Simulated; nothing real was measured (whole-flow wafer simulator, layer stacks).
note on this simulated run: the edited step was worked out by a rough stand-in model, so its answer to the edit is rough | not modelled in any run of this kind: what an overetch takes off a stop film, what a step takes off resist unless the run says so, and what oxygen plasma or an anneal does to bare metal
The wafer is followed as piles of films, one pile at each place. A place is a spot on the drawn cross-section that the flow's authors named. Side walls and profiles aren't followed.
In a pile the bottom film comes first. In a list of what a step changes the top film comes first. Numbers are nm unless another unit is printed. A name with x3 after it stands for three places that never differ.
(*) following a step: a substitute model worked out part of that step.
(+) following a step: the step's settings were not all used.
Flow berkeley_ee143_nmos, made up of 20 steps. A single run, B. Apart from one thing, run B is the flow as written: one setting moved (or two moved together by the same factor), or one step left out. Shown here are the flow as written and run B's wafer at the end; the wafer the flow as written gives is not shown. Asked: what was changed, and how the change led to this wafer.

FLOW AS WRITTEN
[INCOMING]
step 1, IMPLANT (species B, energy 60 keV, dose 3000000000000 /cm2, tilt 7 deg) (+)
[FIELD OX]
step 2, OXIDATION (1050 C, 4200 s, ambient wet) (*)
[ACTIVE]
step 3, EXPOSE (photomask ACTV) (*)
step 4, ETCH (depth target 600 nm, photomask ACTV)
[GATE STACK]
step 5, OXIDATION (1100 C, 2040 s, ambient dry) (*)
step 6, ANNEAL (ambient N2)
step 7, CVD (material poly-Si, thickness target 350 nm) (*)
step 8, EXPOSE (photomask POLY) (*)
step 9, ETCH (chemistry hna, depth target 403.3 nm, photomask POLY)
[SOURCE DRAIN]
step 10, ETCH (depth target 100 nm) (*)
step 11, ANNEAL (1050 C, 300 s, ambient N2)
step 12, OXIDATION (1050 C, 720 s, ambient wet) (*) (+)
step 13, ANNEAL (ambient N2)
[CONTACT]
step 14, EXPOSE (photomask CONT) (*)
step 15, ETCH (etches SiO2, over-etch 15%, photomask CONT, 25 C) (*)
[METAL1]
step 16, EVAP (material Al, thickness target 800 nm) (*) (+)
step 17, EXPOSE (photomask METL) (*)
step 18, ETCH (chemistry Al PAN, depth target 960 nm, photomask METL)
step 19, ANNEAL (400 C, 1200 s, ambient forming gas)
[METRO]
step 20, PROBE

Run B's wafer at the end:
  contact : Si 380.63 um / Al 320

Cause: step 16, EVAP: thickness target 320 nm was run, while the flow as written has thickness target 800 nm.
One can read it off the wafer: contact has Al 320, and step 16 as written asks for 800 nm.

The path from the change to this, step by step:
  step 16, EVAP (material Al, thickness target 800 nm) (*) (+)
      gate, sd, contact, field: +320 Al (new film) (in the flow as written it would be: +800 Al (new film))
  step 18, ETCH (chemistry Al PAN, depth target 960 nm, photomask METL)
      gate, sd, field: -320 Al (all of it) (in the flow as written it would be: -800 Al (all of it))
